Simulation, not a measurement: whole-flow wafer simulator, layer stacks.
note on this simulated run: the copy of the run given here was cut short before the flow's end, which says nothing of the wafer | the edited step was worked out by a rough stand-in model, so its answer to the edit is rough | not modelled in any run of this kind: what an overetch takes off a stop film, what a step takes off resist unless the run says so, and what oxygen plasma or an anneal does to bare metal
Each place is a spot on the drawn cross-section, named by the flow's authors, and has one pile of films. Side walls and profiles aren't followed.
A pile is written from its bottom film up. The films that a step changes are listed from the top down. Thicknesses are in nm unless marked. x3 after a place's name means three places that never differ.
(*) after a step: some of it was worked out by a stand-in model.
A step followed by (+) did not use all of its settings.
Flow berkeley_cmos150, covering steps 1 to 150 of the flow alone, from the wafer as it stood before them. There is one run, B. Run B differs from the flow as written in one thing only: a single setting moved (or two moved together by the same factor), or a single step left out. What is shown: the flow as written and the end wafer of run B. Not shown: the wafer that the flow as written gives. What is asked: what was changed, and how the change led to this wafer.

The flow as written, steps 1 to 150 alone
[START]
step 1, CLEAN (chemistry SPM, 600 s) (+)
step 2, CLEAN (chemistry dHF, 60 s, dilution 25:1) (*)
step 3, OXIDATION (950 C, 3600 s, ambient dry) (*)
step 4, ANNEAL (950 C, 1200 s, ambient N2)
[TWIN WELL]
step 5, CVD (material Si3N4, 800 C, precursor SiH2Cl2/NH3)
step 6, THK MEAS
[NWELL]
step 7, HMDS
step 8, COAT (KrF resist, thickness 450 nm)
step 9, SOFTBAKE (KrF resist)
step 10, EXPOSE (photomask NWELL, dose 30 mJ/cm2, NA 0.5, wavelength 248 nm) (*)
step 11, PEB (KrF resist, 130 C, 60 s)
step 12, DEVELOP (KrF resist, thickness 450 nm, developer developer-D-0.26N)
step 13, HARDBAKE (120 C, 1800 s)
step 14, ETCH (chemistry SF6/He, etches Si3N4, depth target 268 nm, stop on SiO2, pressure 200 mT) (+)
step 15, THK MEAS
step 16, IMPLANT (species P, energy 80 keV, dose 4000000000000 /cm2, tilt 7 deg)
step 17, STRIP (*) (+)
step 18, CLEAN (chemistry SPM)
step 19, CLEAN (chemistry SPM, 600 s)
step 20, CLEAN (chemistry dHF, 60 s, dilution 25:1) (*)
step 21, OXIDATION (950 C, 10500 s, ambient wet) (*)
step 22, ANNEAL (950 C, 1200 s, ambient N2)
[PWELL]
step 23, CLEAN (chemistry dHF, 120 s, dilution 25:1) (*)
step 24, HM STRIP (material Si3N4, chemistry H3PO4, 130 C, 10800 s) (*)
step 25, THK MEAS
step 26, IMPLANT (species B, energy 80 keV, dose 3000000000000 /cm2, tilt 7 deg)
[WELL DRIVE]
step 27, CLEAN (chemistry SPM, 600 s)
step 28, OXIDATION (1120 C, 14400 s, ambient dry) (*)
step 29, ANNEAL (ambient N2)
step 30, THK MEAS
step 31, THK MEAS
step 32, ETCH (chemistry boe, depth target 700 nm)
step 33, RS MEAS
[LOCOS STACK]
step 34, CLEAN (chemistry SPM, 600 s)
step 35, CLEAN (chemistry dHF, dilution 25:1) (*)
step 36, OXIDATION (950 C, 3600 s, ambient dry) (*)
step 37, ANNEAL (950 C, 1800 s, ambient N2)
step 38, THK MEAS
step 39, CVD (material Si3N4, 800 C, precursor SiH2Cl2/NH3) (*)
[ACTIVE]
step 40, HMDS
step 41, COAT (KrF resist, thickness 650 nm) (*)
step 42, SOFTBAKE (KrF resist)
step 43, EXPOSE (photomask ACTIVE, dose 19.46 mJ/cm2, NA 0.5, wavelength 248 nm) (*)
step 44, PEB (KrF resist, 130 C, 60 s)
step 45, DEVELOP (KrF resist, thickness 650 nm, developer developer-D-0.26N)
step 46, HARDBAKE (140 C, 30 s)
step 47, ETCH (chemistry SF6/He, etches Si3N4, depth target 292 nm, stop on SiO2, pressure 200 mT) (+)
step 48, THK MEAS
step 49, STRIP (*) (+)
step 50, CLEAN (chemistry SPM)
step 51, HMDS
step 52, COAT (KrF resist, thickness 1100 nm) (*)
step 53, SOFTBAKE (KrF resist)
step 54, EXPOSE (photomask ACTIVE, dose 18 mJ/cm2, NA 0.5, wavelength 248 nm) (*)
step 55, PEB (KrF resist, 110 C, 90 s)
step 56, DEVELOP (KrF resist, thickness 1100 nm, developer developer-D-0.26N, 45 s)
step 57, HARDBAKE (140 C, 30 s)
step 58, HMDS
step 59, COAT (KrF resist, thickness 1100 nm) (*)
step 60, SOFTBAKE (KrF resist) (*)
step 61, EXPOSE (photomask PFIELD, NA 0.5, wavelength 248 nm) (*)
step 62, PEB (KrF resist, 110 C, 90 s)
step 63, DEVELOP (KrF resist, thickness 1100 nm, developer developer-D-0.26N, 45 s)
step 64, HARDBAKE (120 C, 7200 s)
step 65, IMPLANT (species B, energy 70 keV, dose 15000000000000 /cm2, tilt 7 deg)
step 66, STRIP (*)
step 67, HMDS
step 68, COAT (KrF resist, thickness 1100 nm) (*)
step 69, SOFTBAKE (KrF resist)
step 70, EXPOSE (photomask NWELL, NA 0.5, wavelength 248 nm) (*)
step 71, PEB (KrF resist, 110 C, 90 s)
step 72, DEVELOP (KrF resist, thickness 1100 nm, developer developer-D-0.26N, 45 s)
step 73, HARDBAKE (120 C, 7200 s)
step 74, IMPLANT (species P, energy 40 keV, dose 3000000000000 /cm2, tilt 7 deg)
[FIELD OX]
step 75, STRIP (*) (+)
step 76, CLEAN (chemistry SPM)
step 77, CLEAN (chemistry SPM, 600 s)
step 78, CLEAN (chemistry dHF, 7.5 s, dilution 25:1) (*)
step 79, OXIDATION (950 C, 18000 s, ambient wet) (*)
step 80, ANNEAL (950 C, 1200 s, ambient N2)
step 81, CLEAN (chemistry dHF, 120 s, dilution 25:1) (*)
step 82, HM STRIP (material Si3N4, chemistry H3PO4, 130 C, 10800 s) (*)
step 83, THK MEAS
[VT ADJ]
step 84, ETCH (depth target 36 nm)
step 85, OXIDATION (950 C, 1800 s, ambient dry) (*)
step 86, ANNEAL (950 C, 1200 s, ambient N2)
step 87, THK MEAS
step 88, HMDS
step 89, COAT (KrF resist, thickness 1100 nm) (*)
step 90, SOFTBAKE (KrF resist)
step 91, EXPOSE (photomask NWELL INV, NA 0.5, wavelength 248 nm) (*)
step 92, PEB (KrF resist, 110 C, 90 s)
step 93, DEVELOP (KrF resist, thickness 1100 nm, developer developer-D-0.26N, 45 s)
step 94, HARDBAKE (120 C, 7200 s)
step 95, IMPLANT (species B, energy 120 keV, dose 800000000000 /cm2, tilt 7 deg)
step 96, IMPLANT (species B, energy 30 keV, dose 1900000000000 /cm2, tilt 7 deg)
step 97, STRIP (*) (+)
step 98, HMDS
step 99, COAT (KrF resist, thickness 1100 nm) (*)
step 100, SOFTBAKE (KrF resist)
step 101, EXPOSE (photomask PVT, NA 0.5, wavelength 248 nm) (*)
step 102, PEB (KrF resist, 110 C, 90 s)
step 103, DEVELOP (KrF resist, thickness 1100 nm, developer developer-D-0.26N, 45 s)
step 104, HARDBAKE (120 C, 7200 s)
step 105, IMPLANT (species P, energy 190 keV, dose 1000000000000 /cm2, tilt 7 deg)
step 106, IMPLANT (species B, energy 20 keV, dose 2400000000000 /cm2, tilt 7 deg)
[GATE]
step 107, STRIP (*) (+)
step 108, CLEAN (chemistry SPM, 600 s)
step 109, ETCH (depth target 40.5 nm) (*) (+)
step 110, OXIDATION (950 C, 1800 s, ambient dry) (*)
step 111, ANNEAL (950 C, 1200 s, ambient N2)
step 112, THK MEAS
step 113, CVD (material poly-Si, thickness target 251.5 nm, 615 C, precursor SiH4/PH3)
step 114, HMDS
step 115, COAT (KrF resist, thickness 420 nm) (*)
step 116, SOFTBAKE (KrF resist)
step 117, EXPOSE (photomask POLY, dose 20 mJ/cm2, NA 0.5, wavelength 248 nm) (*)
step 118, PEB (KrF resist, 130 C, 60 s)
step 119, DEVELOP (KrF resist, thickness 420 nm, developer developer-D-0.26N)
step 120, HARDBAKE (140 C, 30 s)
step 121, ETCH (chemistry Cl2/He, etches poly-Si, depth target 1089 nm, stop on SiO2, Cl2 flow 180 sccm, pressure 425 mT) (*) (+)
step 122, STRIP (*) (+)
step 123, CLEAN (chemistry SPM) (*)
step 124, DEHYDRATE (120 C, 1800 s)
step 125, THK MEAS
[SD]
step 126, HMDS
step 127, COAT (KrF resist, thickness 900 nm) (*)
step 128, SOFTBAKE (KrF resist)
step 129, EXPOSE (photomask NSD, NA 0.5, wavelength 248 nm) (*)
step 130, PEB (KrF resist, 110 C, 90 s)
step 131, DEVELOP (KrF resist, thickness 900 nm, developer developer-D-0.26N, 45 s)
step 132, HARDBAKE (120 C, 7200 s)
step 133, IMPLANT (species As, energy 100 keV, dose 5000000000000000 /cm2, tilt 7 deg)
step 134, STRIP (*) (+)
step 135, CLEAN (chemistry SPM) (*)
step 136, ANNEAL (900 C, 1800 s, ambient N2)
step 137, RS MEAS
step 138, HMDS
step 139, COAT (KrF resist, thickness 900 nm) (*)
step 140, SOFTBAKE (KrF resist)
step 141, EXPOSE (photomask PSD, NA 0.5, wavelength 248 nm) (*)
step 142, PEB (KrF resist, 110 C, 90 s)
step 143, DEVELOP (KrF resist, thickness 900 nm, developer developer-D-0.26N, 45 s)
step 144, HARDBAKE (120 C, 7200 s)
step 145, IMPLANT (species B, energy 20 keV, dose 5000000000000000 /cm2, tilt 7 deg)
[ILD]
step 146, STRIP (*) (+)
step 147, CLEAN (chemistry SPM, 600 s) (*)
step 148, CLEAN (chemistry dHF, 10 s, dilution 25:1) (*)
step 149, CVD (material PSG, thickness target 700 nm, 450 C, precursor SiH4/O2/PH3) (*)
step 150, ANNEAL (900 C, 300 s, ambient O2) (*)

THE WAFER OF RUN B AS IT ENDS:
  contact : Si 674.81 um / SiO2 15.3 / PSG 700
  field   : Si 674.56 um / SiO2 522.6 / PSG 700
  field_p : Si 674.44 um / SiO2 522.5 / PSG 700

What caused this: step 28, OXIDATION: 21600 s was run, whereas the flow has 14400 s.

How this came from the change, step by step:
  step 28, OXIDATION (1120 C, 14400 s, ambient dry) (*)
      field, sd_n, gate_n, contact, m1: +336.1 SiO2, -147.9 Si (it would be, as written: +261.5 SiO2, -115.1 Si)
      field_p, sd_p, gate_p: +149.4 SiO2, -65.8 Si (it would be, as written: +103.6 SiO2, -45.6 Si)
  step 32, ETCH (chemistry boe, depth target 700 nm)
      field, sd_n, gate_n, contact, m1: -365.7 SiO2 (all of it) (it would be, as written: -291.1 SiO2 (all of it))
      field_p, sd_p, gate_p: -601.3 SiO2 (all of it) (it would be, as written: -555.5 SiO2 (all of it))
  step 41, COAT (KrF resist, thickness 650 nm) (*)
      field: +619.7 KrF resist (new film) (it would be, as written: +646.4 KrF resist (new film))
  step 45, DEVELOP (KrF resist, thickness 650 nm, developer developer-D-0.26N)
      field: -618.7 KrF resist (all of it) (it would be, as written: -645.4 KrF resist (all of it))
